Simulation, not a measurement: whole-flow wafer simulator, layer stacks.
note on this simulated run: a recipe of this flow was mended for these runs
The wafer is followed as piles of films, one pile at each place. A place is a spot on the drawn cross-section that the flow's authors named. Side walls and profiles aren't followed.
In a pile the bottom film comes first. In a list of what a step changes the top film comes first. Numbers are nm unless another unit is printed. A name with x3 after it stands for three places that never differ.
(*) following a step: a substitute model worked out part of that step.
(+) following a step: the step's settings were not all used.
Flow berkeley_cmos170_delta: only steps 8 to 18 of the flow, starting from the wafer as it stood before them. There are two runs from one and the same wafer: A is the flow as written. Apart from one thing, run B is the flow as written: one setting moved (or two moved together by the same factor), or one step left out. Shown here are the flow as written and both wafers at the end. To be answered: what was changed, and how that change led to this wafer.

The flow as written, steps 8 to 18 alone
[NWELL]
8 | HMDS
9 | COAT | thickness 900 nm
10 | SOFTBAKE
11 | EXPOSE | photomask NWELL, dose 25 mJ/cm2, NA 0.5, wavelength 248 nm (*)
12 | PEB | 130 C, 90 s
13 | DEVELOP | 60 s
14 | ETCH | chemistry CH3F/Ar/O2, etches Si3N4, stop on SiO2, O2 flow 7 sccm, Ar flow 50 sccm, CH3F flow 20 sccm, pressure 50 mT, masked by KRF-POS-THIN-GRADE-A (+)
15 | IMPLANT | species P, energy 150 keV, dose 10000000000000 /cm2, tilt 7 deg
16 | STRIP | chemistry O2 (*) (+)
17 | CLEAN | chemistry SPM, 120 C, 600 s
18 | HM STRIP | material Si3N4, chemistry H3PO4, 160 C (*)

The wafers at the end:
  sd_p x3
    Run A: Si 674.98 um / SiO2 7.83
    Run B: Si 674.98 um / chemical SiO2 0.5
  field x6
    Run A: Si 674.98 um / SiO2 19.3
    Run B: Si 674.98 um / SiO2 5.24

What caused this: step 18, HM STRIP: 171 C was run, while the flow as written has 160 C.

The path from the change to this, step by step:
  18 | HM STRIP | material Si3N4, chemistry H3PO4, 160 C (*)
      sd_p x3: A -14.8 SiO2 | B +0.5 chemical SiO2 (new film), -22.7 SiO2 (all of it), -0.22 Si
      field x6: A -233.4 Si3N4 (all of it), -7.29 SiO2 | B -233.4 Si3N4 (all of it), -21.3 SiO2
